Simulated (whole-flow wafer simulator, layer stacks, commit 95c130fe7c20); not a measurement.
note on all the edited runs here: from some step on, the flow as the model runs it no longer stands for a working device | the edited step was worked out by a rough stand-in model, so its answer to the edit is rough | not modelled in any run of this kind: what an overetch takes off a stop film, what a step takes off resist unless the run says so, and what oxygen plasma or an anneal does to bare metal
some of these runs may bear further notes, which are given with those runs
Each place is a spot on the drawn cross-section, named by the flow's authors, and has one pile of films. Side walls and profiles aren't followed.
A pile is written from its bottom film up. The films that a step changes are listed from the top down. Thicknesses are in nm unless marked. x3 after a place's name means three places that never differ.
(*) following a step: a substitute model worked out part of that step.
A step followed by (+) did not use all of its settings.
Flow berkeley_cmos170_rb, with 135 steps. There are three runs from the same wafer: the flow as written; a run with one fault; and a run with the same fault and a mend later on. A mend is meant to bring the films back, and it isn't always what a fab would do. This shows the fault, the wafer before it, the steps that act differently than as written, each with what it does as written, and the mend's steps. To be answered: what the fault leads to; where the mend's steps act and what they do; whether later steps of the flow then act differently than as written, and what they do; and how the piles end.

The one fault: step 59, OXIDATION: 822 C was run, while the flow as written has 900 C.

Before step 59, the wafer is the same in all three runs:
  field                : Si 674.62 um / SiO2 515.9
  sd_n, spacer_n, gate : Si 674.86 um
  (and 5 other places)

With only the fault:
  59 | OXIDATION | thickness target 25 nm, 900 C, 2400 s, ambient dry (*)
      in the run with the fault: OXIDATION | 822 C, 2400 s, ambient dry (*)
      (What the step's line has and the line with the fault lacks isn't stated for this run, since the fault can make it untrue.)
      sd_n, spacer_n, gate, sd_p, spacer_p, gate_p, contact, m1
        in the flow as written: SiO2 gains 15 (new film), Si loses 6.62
        in the run with the fault: SiO2 gains 6.65 (new film), Si loses 2.93
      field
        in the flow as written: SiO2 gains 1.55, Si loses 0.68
        in the run with the fault: SiO2 gains 0.34, Si loses 0.15
  Steps later in the flow that act otherwise than as written (31 more steps, not shown, differ only slightly: by at most 2% or 0.5 nm, whichever is larger):
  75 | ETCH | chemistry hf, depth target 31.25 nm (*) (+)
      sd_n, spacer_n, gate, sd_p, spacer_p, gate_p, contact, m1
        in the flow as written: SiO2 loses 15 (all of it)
        in the run with the fault: SiO2 loses 6.65 (all of it)
  At the end the piles are close to the flow's at the places that both follow, differing by at most 2% or 0.5 nm, whichever is larger.

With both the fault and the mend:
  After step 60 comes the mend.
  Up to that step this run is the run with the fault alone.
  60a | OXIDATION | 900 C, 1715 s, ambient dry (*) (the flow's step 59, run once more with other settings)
      sd_n, spacer_n, gate, sd_p, spacer_p, gate_p, contact, m1
        SiO2 gains 8.3, Si loses 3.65
      field
        SiO2 gains 1.1, Si loses 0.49
  Every later step of the flow that is run acts as written, at every place that is followed, to within 2% or 0.5 nm, whichever is larger.
  At the end the piles are close to the flow's at the places that both follow, differing by at most 2% or 0.5 nm, whichever is larger.
